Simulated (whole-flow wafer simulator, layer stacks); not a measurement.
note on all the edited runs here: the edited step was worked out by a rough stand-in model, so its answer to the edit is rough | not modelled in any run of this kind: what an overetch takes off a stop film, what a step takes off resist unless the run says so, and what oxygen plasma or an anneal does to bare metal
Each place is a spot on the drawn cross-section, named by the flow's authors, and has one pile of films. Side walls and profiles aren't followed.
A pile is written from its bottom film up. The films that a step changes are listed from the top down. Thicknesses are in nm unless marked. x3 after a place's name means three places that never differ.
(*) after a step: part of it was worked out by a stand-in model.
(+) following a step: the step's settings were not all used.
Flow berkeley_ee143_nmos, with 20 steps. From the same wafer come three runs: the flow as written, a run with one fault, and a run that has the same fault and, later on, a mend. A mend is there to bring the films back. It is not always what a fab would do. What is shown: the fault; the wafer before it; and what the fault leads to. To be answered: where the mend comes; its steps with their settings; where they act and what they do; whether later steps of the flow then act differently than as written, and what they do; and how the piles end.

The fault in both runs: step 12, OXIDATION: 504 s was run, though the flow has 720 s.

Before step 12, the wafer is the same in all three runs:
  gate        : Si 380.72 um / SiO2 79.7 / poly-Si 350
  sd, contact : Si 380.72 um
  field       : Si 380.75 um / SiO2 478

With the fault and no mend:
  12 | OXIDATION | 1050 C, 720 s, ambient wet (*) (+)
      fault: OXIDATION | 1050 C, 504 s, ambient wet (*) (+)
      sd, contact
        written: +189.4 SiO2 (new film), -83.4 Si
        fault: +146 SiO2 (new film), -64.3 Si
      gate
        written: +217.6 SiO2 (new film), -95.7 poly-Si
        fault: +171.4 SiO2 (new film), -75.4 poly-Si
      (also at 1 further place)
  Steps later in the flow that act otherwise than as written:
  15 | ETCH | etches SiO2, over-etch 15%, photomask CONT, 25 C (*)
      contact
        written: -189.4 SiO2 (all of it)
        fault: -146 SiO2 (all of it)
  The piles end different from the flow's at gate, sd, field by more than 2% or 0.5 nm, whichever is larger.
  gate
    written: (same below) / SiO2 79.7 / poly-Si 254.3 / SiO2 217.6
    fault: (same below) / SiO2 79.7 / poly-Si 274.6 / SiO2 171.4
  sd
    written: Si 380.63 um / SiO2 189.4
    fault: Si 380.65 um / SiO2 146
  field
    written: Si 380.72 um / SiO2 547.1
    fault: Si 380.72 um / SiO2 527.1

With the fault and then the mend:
  The mend stands after step 12.
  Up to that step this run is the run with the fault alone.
  12a | OXIDATION | 1050 C, 216 s, ambient wet (*) (+) (the flow's step 12 again, with other settings)
      sd, contact
        +43.4 SiO2, -19.1 Si
      gate
        +46.2 SiO2, -20.3 poly-Si
      field
        +20 SiO2, -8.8 Si
  Later steps of the flow that are run all act as written at every place that is followed.
  The piles end the same as the flow's at every place that both follow.
